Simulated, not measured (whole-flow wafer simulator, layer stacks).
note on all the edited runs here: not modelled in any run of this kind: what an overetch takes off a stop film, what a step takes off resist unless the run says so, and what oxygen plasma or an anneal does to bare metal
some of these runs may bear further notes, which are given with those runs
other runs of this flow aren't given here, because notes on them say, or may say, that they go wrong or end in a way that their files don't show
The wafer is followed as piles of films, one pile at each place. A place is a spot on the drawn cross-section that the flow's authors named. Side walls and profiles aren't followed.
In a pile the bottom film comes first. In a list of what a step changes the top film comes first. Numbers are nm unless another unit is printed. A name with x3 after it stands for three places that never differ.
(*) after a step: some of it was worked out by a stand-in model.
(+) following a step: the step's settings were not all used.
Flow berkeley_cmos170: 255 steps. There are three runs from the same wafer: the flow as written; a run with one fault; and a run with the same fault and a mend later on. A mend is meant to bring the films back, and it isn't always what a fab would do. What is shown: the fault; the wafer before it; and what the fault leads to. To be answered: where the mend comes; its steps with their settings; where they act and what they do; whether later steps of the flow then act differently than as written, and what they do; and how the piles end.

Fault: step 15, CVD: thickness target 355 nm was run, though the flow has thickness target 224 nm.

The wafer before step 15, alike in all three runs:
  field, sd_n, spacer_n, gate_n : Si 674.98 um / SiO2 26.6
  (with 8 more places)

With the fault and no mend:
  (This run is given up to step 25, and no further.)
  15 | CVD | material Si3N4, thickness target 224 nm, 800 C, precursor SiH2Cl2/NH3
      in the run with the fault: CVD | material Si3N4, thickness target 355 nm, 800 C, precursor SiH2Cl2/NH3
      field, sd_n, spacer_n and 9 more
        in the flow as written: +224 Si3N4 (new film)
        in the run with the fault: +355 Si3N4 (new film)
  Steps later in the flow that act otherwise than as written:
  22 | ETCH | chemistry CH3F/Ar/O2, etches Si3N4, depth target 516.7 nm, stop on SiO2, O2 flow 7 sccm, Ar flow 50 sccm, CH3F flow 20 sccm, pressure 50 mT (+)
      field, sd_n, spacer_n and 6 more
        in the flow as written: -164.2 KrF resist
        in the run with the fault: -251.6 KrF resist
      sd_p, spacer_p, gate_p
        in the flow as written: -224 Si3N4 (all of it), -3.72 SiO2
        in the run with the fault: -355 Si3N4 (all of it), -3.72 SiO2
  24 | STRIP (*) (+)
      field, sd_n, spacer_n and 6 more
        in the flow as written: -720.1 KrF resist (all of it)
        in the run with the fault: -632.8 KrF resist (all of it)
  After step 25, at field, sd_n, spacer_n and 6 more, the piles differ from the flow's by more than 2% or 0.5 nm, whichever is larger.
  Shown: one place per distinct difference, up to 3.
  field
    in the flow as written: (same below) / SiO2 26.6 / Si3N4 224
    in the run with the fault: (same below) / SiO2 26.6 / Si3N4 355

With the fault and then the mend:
  The mend stands after step 15.
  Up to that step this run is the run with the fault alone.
  15a | ETCH | chemistry h3po4, depth target 131 nm
      field, sd_n, spacer_n and 9 more
        -131 Si3N4
  Every later step of the flow that is run acts as written at every place that is followed.
  The piles end the same as the flow's at every place that both follow.
